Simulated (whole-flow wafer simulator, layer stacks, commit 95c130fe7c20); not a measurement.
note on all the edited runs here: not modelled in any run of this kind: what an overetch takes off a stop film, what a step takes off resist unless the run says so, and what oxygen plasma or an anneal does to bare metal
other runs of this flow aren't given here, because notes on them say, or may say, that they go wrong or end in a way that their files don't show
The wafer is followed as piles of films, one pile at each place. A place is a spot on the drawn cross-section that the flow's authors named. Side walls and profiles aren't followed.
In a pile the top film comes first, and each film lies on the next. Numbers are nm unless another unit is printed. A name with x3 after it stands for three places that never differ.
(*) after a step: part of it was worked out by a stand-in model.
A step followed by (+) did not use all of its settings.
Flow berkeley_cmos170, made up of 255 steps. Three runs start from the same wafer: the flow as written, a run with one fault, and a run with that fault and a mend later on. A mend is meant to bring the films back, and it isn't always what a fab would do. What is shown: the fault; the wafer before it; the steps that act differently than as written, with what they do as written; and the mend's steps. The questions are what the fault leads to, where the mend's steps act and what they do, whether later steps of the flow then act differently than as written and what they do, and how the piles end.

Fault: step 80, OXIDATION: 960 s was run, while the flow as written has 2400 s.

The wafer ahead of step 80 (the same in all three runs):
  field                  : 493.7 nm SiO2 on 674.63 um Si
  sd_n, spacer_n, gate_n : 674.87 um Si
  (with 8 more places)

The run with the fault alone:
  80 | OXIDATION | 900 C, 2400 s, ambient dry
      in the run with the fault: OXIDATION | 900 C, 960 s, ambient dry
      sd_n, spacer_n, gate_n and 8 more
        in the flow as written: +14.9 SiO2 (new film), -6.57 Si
        in the run with the fault: +8.44 SiO2 (new film), -3.71 Si
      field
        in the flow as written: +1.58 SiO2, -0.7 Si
        in the run with the fault: +0.63 SiO2, -0.28 Si
  Steps later in the flow that act otherwise than as written (44 more steps, not shown, differ only slightly: by at most 2% or 0.5 nm, whichever is larger):
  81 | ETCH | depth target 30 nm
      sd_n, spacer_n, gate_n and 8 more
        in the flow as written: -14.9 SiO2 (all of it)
        in the run with the fault: -8.44 SiO2 (all of it)
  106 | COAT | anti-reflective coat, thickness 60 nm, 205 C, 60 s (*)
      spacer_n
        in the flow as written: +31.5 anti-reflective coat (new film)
        in the run with the fault: +32.2 anti-reflective coat (new film)
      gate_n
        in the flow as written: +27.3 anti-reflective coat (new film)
        in the run with the fault: +28.1 anti-reflective coat (new film)
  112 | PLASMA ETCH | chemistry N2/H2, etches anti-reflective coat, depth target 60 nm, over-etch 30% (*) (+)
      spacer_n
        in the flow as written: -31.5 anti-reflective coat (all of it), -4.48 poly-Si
        in the run with the fault: -32.2 anti-reflective coat (all of it), -4.39 poly-Si
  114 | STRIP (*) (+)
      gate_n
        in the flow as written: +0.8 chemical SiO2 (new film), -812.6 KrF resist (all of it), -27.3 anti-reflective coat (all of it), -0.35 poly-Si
        in the run with the fault: +0.8 chemical SiO2 (new film), -810 KrF resist (all of it), -28.1 anti-reflective coat (all of it), -0.35 poly-Si
  When the end is reached, the piles differ only a little from the flow's at the places that both follow, at most by 2% or 0.5 nm, whichever is larger.

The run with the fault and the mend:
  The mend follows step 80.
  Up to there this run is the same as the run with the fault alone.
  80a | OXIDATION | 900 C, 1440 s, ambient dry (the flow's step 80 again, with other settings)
      sd_n, spacer_n, gate_n and 8 more
        +6.5 SiO2, -2.86 Si
      field
        +0.95 SiO2, -0.42 Si
  None of the later steps of the flow acts differently than as written at any place that is followed.
  At every place that both follow, the piles at the end match the flow's.
